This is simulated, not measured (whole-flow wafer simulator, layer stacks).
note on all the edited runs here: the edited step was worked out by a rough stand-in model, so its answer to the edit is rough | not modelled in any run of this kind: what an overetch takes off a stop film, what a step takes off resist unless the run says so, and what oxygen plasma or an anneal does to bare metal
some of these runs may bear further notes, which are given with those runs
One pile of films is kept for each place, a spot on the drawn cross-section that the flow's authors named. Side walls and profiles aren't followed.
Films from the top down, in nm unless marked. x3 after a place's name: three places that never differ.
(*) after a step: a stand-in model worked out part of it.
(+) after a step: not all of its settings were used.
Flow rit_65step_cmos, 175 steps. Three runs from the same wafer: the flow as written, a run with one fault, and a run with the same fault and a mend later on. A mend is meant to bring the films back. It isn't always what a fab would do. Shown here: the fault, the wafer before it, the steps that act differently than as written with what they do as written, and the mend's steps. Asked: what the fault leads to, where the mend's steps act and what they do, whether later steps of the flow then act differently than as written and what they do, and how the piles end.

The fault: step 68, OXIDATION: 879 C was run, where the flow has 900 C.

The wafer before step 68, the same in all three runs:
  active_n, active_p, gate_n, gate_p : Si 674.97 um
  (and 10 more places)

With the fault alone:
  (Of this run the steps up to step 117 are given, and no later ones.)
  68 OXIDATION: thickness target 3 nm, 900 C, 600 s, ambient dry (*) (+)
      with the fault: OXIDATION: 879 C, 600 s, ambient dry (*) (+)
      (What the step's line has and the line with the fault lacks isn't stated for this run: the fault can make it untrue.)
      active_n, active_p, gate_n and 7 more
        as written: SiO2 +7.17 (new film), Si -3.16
        with the fault: SiO2 +3 (new film), Si -1.32
  Later steps of the flow that act differently than as written (14 more steps differ only slightly, by at most 2% or 0.5 nm, whichever is larger, and aren't shown):
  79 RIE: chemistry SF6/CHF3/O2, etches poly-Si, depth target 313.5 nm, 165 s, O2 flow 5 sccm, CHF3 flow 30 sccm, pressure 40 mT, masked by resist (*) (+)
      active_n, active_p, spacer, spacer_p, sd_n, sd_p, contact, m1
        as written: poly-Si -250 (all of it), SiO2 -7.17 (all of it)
        with the fault: poly-Si -250 (all of it), SiO2 -3 (all of it)
  After step 117 the piles differ from the flow's by more than 2% or 0.5 nm, whichever is larger, at gate_n, gate_p.
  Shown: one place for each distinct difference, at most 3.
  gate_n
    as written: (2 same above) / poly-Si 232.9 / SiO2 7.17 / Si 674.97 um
    with the fault: (2 same above) / poly-Si 232.9 / SiO2 3 / Si 674.97 um

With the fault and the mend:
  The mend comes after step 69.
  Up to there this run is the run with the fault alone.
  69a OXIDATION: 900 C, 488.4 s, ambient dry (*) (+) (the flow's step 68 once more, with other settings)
      active_n, active_p, gate_n and 7 more
        SiO2 +4, Si -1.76
  No later step of the flow acts differently than as written, at any place that is followed, by more than 2% or 0.5 nm, whichever is larger.
  At the end the piles differ from the flow's only slightly at the places that both follow, by at most 2% or 0.5 nm, whichever is larger.
